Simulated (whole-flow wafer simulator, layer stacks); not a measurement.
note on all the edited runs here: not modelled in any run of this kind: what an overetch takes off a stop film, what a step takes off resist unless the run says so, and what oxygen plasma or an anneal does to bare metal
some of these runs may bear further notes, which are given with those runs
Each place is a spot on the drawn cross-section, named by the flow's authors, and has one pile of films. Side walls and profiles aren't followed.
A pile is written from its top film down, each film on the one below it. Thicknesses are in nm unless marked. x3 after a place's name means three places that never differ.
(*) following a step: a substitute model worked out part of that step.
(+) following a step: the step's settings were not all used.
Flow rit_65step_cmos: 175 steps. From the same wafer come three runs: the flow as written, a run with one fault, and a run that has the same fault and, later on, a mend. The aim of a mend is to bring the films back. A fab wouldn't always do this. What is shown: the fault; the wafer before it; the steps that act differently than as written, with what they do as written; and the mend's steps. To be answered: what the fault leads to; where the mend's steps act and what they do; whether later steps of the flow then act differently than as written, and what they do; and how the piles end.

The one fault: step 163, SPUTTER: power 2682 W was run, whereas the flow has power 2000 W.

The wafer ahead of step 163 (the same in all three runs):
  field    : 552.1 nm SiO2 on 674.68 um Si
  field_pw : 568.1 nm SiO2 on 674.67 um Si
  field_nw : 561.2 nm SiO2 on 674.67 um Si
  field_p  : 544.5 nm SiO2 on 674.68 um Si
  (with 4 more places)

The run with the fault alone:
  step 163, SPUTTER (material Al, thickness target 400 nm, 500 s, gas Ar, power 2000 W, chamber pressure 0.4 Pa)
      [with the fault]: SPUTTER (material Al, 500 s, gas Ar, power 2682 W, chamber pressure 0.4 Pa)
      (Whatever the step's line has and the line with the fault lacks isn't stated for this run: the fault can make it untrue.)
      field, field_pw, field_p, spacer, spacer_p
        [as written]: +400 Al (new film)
        [with the fault]: +536.4 Al (new film)
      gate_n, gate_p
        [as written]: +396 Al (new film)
        [with the fault]: +514.9 Al (new film)
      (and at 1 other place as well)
  Later steps of the flow acting differently than as written (3 other steps are not shown; they differ only slightly, by no more than 2% or 0.5 nm, whichever is larger):
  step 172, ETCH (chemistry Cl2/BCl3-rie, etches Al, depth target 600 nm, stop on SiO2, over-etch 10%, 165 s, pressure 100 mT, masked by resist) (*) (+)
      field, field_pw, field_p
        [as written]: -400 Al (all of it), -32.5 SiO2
        [with the fault]: -536.4 Al (all of it), -15.5 SiO2
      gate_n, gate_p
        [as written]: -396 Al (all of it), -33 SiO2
        [with the fault]: -514.9 Al (all of it), -18.1 SiO2
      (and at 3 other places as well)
  At field, field_pw, field_nw, field_p, gate_n, gate_p, spacer, spacer_p, the piles at the end differ from the flow's by more than 2% or 0.5 nm, whichever is larger.
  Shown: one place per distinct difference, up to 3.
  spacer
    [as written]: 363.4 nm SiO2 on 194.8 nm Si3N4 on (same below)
    [with the fault]: 380.5 nm SiO2 on 194.8 nm Si3N4 on (same below)
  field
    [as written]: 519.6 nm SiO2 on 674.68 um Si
    [with the fault]: 536.7 nm SiO2 on 674.68 um Si
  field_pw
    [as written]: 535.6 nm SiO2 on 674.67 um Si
    [with the fault]: 552.7 nm SiO2 on 674.67 um Si

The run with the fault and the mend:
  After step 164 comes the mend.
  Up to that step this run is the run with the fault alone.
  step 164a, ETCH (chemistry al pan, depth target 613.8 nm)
      field, field_pw, field_nw, field_p, spacer, spacer_p
        -536.4 Al (all of it)
      gate_n, gate_p
        -514.9 Al (all of it)
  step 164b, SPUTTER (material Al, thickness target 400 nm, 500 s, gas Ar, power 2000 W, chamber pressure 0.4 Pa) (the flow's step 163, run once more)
      field, field_pw, field_p, spacer, spacer_p
        +400 Al (new film)
      gate_n, gate_p
        +396 Al (new film)
      field_nw
        +397.2 Al (new film)
  Later steps of the flow that are run all act as written at every place that is followed.
  The piles end the same as the flow's at every place that both follow.
